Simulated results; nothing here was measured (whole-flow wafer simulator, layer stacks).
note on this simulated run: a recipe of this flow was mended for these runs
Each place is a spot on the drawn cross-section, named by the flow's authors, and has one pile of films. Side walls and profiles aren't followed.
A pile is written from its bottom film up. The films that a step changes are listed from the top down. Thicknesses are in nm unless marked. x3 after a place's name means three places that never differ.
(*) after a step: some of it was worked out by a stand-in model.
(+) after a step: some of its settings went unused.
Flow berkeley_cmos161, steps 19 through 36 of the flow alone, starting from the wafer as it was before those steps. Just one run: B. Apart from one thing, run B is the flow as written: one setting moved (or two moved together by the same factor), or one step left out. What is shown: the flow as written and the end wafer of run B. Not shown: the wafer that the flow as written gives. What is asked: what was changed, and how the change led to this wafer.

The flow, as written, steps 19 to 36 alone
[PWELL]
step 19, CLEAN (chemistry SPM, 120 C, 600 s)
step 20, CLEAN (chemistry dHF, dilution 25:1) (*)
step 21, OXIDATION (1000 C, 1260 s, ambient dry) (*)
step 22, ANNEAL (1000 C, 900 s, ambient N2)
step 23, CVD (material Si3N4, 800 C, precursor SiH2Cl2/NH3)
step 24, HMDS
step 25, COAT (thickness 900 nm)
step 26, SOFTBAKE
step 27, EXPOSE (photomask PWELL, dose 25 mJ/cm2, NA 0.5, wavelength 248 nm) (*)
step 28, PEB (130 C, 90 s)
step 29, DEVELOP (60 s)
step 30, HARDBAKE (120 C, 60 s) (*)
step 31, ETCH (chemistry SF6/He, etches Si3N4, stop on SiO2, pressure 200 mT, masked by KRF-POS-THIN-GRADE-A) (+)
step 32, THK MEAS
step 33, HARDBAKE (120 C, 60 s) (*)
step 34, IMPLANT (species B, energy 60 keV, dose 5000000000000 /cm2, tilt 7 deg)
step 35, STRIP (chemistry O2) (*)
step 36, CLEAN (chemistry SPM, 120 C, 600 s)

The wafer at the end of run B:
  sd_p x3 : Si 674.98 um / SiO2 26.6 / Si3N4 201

What caused this: step 23, CVD: 788 C was run, though the flow has 800 C.

The path from the change to this, step by step:
  step 23, CVD (material Si3N4, 800 C, precursor SiH2Cl2/NH3)
      field x6, sd_p x3: Si3N4 gains 201 (new film) (in the flow as written it would be: Si3N4 gains 229.8 (new film))
  step 31, ETCH (chemistry SF6/He, etches Si3N4, stop on SiO2, pressure 200 mT, masked by KRF-POS-THIN-GRADE-A) (+)
      field x6: Si3N4 loses 201 (all of it), SiO2 loses 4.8 (in the flow as written it would be: Si3N4 loses 229.8 (all of it), SiO2 loses 4.8)
      sd_p x3: KrF-resist loses 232 (in the flow as written it would be: KrF-resist loses 263.3)
  step 35, STRIP (chemistry O2) (*)
      sd_p x3: KrF-resist loses 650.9 (all of it) (in the flow as written it would be: KrF-resist loses 619.6 (all of it))
